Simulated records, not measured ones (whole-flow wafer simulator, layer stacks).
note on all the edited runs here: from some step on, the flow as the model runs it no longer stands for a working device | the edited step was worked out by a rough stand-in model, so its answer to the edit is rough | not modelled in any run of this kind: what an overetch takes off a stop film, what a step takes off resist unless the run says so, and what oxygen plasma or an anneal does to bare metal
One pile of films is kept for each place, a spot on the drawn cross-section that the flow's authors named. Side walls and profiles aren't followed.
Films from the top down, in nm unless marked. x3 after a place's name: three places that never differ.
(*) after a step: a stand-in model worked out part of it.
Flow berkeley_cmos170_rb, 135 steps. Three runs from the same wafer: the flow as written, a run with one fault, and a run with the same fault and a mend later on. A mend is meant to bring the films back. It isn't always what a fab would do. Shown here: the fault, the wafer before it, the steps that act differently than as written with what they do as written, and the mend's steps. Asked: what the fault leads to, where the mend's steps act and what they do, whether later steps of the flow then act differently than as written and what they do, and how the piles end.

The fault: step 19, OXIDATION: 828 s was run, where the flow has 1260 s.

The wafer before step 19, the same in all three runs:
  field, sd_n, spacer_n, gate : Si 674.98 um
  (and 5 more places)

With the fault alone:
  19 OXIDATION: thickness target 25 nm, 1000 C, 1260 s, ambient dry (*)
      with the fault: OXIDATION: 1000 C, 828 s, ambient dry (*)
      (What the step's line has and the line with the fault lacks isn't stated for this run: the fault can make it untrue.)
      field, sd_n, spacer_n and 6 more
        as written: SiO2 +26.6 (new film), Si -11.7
        with the fault: SiO2 +21.3 (new film), Si -9.35
  Later steps of the flow that act differently than as written:
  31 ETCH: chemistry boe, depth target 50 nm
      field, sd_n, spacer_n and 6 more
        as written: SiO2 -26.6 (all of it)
        with the fault: SiO2 -21.3 (all of it)
  At the end the piles differ from the flow's only slightly at the places that both follow, by at most 2% or 0.5 nm, whichever is larger.

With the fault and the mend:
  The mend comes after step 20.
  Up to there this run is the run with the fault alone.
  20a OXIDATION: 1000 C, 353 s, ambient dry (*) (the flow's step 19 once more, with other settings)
      field, sd_n, spacer_n and 6 more
        SiO2 +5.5, Si -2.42
  No later step of the flow acts differently than as written, at any place that is followed, by more than 2% or 0.5 nm, whichever is larger.
  At the end the piles differ from the flow's only slightly at the places that both follow, by at most 2% or 0.5 nm, whichever is larger.
